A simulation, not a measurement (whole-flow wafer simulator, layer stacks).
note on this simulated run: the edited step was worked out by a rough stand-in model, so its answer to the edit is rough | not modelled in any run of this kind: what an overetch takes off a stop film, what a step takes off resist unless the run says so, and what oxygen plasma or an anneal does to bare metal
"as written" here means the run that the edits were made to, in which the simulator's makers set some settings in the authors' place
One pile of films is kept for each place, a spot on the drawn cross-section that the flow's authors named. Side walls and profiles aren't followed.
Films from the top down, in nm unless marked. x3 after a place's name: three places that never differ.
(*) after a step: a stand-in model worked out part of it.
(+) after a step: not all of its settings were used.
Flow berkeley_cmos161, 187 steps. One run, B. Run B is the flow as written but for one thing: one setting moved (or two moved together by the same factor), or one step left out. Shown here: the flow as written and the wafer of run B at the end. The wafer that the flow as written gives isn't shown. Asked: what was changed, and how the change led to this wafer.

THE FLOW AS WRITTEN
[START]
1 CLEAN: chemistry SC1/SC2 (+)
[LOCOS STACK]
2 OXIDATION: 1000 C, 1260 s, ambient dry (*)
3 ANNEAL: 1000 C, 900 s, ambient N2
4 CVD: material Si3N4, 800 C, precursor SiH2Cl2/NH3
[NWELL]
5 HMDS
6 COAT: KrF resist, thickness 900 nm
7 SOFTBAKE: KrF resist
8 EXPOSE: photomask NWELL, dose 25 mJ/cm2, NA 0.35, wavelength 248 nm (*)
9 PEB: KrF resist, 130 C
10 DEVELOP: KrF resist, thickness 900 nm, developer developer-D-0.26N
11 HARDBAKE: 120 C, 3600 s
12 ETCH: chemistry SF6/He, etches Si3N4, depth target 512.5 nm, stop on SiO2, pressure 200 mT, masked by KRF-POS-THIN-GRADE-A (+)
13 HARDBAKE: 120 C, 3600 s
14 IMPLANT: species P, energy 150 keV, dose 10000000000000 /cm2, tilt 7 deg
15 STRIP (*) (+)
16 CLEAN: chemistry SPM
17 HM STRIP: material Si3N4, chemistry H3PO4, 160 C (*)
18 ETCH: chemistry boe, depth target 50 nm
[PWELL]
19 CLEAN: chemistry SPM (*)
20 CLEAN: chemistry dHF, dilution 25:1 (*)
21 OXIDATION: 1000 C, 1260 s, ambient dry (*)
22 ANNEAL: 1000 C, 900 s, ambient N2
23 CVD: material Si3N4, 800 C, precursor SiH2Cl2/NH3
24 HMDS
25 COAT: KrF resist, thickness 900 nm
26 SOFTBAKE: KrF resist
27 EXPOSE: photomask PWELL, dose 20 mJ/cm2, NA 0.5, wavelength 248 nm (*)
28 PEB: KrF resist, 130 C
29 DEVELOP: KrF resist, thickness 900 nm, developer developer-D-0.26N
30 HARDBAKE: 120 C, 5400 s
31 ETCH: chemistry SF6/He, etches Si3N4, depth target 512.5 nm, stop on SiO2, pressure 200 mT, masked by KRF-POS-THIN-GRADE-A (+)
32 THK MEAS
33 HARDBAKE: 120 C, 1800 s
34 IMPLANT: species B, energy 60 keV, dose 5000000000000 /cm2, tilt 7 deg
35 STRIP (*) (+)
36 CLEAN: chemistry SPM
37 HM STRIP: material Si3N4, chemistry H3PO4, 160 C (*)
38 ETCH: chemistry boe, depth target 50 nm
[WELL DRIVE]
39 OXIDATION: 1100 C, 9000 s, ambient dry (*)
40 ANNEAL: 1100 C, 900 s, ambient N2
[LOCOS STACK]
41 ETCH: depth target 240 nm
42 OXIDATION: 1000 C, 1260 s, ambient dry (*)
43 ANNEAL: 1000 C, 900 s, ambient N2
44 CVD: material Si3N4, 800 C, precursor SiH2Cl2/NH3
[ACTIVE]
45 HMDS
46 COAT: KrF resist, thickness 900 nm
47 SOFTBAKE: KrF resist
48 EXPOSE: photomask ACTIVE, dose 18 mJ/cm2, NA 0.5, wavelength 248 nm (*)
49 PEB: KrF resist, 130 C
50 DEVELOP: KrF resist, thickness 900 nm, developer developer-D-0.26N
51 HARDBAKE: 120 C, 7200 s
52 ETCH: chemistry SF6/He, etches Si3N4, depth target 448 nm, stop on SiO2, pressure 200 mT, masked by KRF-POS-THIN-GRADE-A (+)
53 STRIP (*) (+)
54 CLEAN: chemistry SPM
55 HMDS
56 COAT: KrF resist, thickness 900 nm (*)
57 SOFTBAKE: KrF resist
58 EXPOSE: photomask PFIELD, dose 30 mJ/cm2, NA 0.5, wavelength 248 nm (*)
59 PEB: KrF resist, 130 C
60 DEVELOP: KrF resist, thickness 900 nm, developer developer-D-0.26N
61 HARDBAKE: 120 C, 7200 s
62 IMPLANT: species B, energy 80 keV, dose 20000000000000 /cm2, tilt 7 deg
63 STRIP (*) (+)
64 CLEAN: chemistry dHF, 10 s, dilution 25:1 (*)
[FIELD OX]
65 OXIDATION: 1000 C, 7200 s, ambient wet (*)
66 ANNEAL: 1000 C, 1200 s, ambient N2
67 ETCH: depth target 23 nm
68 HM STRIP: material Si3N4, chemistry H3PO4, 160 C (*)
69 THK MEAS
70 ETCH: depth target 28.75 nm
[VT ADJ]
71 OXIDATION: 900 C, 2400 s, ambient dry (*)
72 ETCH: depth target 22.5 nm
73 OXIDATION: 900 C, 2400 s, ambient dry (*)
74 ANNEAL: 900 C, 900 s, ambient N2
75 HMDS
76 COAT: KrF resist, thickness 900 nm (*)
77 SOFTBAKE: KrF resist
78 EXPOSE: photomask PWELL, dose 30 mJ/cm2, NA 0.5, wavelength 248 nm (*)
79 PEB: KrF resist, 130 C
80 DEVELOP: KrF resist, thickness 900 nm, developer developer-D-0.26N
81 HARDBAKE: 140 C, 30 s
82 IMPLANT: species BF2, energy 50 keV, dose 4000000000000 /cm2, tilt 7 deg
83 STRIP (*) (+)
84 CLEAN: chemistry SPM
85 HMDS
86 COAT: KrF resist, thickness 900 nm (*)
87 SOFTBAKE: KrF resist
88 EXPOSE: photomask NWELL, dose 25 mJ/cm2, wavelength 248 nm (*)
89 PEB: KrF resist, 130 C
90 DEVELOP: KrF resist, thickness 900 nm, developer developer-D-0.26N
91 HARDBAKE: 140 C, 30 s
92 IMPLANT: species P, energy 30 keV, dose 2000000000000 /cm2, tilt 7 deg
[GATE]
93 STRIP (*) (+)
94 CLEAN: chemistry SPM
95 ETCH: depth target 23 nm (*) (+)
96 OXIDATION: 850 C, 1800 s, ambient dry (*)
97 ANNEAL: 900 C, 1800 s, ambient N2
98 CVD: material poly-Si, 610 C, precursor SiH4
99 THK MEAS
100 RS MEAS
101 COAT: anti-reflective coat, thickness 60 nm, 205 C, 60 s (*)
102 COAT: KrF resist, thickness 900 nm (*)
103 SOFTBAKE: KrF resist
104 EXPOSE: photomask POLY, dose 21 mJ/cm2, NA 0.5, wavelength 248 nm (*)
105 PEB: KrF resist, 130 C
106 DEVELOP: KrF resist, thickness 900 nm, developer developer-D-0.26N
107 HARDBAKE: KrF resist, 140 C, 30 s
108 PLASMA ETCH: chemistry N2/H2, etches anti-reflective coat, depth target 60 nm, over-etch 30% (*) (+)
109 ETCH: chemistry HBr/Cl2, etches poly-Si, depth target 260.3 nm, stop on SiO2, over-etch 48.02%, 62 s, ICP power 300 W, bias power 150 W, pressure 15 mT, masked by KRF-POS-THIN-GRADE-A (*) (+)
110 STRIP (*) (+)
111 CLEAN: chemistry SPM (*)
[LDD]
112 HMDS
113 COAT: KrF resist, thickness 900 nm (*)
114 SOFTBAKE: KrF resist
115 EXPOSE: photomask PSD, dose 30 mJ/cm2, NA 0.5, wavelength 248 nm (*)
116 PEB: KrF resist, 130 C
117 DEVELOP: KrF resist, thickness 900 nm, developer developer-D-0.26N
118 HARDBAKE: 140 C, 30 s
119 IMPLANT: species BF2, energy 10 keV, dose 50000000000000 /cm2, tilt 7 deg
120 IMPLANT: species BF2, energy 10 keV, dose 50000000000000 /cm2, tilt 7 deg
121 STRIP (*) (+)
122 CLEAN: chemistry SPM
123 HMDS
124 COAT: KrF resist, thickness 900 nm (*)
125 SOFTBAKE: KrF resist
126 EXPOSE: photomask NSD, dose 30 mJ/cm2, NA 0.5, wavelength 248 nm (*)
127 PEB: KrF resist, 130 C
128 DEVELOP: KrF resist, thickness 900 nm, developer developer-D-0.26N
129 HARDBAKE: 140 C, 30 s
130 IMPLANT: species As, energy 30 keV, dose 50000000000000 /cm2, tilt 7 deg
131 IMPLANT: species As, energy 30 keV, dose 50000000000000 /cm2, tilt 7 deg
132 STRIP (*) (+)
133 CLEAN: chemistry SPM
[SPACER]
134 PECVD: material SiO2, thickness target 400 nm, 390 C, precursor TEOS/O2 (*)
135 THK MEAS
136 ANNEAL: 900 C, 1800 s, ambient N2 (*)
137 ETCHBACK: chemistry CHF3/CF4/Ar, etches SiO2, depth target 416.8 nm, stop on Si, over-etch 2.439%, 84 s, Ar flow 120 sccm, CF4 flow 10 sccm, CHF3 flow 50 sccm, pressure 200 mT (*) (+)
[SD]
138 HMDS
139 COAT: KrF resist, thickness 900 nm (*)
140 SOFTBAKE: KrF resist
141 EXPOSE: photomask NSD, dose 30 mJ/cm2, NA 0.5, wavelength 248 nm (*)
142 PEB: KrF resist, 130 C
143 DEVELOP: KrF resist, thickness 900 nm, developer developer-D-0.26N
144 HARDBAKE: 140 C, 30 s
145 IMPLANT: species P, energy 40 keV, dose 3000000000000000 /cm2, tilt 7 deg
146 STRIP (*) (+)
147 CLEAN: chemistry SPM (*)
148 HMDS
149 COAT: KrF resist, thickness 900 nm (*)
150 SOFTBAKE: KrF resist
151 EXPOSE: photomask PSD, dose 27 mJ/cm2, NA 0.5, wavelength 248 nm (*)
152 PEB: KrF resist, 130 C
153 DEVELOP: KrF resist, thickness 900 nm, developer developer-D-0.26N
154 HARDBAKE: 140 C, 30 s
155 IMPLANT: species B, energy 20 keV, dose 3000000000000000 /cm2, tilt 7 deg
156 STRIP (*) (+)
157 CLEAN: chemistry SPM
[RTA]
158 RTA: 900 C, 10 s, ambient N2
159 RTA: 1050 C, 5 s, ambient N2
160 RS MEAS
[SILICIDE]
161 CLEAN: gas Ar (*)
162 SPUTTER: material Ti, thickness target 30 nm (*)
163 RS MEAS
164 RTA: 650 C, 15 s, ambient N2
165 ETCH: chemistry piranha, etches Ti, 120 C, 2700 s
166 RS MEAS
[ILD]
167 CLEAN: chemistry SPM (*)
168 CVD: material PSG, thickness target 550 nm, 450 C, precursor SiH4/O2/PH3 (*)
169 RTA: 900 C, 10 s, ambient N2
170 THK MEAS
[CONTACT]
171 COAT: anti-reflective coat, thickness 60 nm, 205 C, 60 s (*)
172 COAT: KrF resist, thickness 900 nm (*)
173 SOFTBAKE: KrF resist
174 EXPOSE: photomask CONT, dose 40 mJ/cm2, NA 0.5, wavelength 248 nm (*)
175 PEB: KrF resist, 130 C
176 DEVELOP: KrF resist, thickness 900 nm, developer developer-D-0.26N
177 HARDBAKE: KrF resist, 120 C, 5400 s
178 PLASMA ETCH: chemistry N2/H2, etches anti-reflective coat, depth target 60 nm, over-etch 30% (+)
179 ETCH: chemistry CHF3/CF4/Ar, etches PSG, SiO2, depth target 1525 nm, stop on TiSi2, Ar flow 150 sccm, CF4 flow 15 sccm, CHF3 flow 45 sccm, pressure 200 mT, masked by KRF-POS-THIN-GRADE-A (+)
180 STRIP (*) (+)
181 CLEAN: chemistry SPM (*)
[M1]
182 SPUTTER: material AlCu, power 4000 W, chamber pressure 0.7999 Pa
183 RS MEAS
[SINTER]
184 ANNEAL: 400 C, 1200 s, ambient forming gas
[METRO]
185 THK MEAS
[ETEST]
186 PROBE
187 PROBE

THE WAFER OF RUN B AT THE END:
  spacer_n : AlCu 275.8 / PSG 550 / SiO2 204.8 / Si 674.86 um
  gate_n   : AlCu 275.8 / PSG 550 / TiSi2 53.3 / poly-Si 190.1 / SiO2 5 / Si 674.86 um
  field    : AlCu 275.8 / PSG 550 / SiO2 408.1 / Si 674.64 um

The cause: step 96, OXIDATION: 810 C was run, where the flow has 850 C.

How the change led to this, step by step:
  96 OXIDATION: 850 C, 1800 s, ambient dry (*)
      sd_n, spacer_n, gate_n, sd_p, spacer_p, gate_p, contact, m1: SiO2 +5 (new film), Si -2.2 (as written it would be: SiO2 +7.48 (new film), Si -3.29)
